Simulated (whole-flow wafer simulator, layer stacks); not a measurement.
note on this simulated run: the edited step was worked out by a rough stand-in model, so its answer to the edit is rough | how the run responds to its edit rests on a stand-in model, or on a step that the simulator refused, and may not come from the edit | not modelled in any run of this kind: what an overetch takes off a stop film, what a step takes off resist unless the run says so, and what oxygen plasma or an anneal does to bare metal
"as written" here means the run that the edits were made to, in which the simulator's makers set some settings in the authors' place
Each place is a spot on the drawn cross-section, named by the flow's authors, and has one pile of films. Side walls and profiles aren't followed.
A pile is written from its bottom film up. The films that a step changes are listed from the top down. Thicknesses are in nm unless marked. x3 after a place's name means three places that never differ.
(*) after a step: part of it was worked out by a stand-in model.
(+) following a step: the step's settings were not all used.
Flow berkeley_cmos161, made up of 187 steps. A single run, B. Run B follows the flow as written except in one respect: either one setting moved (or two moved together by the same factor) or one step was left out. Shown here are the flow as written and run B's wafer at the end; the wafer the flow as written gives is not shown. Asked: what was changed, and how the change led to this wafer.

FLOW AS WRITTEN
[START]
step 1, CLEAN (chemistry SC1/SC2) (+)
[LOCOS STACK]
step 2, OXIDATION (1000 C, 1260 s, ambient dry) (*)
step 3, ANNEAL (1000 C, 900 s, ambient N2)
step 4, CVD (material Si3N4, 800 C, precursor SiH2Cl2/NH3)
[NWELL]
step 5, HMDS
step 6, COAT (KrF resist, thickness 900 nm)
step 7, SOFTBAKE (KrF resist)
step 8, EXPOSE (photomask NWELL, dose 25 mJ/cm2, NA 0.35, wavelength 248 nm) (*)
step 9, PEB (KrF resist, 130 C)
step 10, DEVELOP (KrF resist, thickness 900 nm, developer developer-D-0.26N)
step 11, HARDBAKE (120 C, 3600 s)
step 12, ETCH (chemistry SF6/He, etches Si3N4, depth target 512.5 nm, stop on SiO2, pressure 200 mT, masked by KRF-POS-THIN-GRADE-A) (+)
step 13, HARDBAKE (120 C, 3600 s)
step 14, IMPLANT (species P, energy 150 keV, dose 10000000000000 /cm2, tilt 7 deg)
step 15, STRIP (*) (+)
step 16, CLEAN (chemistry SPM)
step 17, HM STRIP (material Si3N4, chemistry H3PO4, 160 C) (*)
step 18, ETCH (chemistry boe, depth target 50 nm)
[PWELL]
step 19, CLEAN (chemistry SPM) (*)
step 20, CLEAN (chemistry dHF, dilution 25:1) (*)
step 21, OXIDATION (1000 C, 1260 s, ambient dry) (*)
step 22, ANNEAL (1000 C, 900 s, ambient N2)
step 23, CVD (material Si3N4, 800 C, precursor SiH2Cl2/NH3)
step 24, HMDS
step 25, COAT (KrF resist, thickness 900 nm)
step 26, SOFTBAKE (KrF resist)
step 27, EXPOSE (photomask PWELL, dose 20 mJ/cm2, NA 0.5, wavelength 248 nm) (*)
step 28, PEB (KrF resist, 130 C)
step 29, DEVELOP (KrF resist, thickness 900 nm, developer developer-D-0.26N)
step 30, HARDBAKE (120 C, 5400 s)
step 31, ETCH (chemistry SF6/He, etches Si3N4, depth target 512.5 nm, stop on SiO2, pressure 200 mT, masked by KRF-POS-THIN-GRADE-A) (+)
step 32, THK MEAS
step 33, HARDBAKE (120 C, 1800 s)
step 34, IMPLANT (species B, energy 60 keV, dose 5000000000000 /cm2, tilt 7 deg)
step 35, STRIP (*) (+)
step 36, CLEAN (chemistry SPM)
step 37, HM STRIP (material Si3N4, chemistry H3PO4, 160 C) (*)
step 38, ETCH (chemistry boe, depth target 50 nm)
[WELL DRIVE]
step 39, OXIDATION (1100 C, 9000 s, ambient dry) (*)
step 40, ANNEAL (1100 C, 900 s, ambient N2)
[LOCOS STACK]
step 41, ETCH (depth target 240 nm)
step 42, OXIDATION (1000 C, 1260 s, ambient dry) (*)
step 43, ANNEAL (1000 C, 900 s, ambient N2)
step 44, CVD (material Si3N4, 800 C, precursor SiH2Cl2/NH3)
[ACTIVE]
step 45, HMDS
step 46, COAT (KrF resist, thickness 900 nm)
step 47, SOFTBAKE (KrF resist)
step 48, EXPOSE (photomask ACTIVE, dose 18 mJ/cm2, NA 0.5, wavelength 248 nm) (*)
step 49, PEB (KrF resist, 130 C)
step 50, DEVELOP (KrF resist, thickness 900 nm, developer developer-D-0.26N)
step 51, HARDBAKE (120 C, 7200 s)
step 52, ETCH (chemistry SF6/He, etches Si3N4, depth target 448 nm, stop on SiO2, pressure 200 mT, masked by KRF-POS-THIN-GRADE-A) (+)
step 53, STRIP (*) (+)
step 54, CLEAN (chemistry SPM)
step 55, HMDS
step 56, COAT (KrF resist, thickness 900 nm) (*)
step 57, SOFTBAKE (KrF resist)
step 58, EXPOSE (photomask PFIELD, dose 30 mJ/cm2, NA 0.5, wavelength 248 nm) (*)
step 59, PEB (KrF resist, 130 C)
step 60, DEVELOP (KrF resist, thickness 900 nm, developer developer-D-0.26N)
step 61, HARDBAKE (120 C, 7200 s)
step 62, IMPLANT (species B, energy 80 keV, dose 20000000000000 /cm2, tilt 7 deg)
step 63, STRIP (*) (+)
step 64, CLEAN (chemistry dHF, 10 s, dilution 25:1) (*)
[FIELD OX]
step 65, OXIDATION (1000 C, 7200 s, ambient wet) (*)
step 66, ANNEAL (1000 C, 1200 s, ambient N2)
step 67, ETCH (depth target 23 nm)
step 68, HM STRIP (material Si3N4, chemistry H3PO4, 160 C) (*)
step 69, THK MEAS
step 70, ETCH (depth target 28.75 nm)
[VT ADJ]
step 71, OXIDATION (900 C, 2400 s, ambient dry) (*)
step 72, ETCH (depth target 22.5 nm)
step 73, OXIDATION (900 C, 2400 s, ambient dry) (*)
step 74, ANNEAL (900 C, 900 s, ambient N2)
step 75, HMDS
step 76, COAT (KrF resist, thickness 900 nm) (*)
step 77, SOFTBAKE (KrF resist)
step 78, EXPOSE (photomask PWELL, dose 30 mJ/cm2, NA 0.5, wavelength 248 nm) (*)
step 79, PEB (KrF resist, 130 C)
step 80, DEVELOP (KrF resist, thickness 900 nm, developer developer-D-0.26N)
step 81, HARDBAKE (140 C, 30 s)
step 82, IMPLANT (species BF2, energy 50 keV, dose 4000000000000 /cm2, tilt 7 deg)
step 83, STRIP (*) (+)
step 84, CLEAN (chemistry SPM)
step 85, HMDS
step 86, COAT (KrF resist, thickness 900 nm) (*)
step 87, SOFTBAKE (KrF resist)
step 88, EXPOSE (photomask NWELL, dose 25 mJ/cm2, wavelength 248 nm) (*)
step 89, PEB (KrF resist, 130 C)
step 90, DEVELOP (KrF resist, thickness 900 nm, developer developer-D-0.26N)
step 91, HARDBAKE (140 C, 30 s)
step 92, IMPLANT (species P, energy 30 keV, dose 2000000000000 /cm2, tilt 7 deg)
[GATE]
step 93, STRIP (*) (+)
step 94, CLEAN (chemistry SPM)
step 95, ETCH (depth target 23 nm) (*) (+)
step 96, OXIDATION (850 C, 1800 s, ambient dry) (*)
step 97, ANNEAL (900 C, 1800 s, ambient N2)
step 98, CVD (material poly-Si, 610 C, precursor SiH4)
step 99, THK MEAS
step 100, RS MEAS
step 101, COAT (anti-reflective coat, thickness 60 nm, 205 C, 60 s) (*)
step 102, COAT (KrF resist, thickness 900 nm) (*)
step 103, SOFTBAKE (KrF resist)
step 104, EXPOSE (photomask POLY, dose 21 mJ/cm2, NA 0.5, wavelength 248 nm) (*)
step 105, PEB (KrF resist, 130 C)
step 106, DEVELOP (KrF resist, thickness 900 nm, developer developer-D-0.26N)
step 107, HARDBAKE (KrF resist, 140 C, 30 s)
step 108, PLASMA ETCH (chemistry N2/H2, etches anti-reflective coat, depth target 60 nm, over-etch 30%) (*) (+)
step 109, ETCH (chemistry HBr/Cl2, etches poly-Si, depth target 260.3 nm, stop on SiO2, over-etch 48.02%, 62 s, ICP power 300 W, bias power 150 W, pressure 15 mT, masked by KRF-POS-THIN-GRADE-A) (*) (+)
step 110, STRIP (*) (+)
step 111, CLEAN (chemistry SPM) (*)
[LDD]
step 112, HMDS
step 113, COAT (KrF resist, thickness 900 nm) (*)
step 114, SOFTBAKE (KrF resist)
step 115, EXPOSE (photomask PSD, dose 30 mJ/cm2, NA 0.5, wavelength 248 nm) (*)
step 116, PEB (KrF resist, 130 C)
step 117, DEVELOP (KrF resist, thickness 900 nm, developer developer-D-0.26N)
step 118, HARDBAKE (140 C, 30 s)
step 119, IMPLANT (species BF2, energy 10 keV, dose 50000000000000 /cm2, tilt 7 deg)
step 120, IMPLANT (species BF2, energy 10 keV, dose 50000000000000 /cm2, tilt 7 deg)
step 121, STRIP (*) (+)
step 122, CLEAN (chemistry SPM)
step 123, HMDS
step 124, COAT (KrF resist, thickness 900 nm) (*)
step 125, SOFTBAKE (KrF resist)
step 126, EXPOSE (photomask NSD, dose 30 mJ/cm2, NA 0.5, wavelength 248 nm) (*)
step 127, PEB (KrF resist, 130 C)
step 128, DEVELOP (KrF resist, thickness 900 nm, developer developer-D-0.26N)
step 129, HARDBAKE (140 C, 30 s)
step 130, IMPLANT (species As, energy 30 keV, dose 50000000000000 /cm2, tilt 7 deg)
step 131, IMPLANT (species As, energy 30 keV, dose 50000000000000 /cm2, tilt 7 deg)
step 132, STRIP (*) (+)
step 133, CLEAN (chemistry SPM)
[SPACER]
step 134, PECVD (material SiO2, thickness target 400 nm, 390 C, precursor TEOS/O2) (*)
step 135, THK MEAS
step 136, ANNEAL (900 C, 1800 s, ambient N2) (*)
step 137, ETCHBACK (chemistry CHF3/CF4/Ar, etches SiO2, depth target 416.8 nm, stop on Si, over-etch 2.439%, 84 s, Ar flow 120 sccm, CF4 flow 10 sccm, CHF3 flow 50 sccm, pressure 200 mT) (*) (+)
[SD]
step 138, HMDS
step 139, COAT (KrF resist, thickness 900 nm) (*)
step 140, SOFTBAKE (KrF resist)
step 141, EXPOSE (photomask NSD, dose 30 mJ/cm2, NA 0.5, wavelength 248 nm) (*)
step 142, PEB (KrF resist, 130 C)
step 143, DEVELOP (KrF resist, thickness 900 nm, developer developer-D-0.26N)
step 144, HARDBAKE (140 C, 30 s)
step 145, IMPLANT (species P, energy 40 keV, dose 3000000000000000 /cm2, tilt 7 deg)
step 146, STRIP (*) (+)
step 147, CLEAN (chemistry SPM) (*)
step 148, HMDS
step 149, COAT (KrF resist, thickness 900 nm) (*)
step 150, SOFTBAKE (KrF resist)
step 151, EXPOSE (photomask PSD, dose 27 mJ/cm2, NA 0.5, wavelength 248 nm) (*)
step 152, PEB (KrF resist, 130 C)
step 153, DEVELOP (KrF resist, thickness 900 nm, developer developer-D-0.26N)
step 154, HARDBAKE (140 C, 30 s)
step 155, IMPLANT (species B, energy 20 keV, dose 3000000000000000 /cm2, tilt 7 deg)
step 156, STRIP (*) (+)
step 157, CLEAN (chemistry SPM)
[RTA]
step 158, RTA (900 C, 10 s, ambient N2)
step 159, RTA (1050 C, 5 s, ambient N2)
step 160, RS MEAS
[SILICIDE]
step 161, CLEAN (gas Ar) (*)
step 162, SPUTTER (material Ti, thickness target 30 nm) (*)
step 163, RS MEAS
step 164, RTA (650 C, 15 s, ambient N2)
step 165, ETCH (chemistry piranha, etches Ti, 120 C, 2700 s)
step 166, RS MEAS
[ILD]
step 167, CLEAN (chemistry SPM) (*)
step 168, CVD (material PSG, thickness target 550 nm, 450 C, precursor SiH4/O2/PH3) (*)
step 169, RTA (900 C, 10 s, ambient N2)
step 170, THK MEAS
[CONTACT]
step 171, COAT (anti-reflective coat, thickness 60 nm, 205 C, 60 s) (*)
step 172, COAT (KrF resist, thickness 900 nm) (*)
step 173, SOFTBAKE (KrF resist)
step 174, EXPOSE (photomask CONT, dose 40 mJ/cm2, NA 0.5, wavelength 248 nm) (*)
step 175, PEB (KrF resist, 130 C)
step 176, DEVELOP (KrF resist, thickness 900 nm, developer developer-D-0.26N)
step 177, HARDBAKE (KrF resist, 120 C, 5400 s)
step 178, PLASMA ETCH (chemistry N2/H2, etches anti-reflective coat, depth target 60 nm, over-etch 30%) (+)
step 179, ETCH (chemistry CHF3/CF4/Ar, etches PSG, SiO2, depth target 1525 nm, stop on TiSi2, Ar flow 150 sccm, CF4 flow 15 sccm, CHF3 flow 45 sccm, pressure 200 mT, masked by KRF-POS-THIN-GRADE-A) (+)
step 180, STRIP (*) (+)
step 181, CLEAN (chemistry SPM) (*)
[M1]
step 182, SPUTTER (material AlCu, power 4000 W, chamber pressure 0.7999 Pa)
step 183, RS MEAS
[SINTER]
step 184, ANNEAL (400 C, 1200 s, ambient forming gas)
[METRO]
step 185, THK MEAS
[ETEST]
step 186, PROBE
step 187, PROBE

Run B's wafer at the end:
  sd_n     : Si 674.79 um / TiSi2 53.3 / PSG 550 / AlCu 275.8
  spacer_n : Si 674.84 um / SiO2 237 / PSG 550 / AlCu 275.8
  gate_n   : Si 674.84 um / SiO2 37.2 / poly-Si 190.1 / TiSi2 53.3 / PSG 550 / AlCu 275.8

What caused this: step 42, OXIDATION: 1200 C was run, while the flow as written has 1000 C.

How this came from the change, step by step:
  step 42, OXIDATION (1000 C, 1260 s, ambient dry) (*)
      field, sd_n, spacer_n and 6 more: +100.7 SiO2 (new film), -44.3 Si (as written it would have been: +26.6 SiO2 (new film), -11.7 Si)
  step 65, OXIDATION (1000 C, 7200 s, ambient wet) (*)
      sd_n, sd_p: +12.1 SiO2 (new film), -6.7 Si3N4 (as written it would have been: +12.1 SiO2 (new film), -6.7 Si3N4, +0.25 SiO2, -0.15 Si)
      field: +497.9 SiO2, -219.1 Si (as written it would have been: +545.5 SiO2, -240 Si)
  step 70, ETCH (depth target 28.75 nm)
      spacer_n, gate_n, spacer_p, gate_p, contact, m1: -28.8 SiO2 (as written it would have been: -24.8 SiO2 (all of it))
      sd_n, sd_p: -28.8 SiO2 (as written it would have been: -25 SiO2 (all of it))
  step 71, OXIDATION (900 C, 2400 s, ambient dry) (*)
      sd_n, spacer_n, gate_n, sd_p, spacer_p, gate_p, contact, m1: +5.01 SiO2, -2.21 Si (as written it would have been: +14.9 SiO2 (new film), -6.57 Si)
  step 72, ETCH (depth target 22.5 nm)
      sd_n, spacer_n, gate_n, sd_p, spacer_p, gate_p, contact, m1: -22.5 SiO2 (as written it would have been: -14.9 SiO2 (all of it))
  step 73, OXIDATION (900 C, 2400 s, ambient dry) (*)
      sd_n, spacer_n, gate_n, sd_p, spacer_p, gate_p, contact, m1: +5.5 SiO2, -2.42 Si (as written it would have been: +14.9 SiO2 (new film), -6.57 Si)
  step 95, ETCH (depth target 23 nm) (*) (+)
      sd_n, spacer_n, gate_n, sd_p, spacer_p, gate_p, contact, m1: -23 SiO2 (as written it would have been: -14.9 SiO2 (all of it))
  step 96, OXIDATION (850 C, 1800 s, ambient dry) (*)
      sd_n, spacer_n, gate_n, sd_p, spacer_p, gate_p, contact, m1: +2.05 SiO2, -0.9 Si (as written it would have been: +7.48 SiO2 (new film), -3.29 Si)
  step 101, COAT (anti-reflective coat, thickness 60 nm, 205 C, 60 s) (*)
      sd_n: +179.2 anti-reflective coat (new film) (as written it would have been: +173.5 anti-reflective coat (new film))
      spacer_n: +27 anti-reflective coat (new film) (as written it would have been: +28.7 anti-reflective coat (new film))
      (and at 3 other places as well)
  step 108, PLASMA ETCH (chemistry N2/H2, etches anti-reflective coat, depth target 60 nm, over-etch 30%) (*) (+)
      sd_n: -179.2 anti-reflective coat (all of it), -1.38 poly-Si (as written it would have been: -173.5 anti-reflective coat (all of it), -1.33 poly-Si)
      spacer_n: -27 anti-reflective coat (all of it), -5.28 poly-Si (as written it would have been: -28.7 anti-reflective coat (all of it), -5.05 poly-Si)
      (and at 1 other place as well)
  step 110, STRIP (*) (+)
      gate_n: +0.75 chemical SiO2 (new film), -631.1 KrF resist (all of it), -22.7 anti-reflective coat (all of it), -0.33 poly-Si (as written it would have been: +0.75 chemical SiO2 (new film), -626.8 KrF resist (all of it), -23.7 anti-reflective coat (all of it), -0.33 poly-Si)
      gate_p: +0.75 chemical SiO2 (new film), -600.8 KrF resist (all of it), -27.3 anti-reflective coat (all of it), -0.33 poly-Si (as written it would have been: +0.75 chemical SiO2 (new film), -598.2 KrF resist (all of it), -27.9 anti-reflective coat (all of it), -0.33 poly-Si)
  step 137, ETCHBACK (chemistry CHF3/CF4/Ar, etches SiO2, depth target 416.8 nm, stop on Si, over-etch 2.439%, 84 s, Ar flow 120 sccm, CF4 flow 10 sccm, CHF3 flow 50 sccm, pressure 200 mT) (*) (+)
      sd_n: -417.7 SiO2 (all of it) (as written it would have been: -387.9 SiO2 (all of it))
      sd_p: -402.4 SiO2 (all of it) (as written it would have been: -373.4 SiO2 (all of it))
      (and at 2 other places as well)
  step 139, COAT (KrF resist, thickness 900 nm) (*)
      sd_n: +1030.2 KrF resist (new film) (as written it would have been: +1008.1 KrF resist (new film))
  step 143, DEVELOP (KrF resist, thickness 900 nm, developer developer-D-0.26N)
      sd_n: -1028.5 KrF resist (all of it) (as written it would have been: -1006.5 KrF resist (all of it))
  step 149, COAT (KrF resist, thickness 900 nm) (*)
      sd_n: +1029.9 KrF resist (new film) (as written it would have been: +1007.8 KrF resist (new film))
  step 154, HARDBAKE (140 C, 30 s)
      sd_n: -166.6 KrF resist (as written it would have been: -163 KrF resist)
  ... another 4 steps ...
  step 182, SPUTTER (material AlCu, power 4000 W, chamber pressure 0.7999 Pa)
      sd_p: +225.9 AlCu (new film) (as written it would have been: +234.7 AlCu (new film))
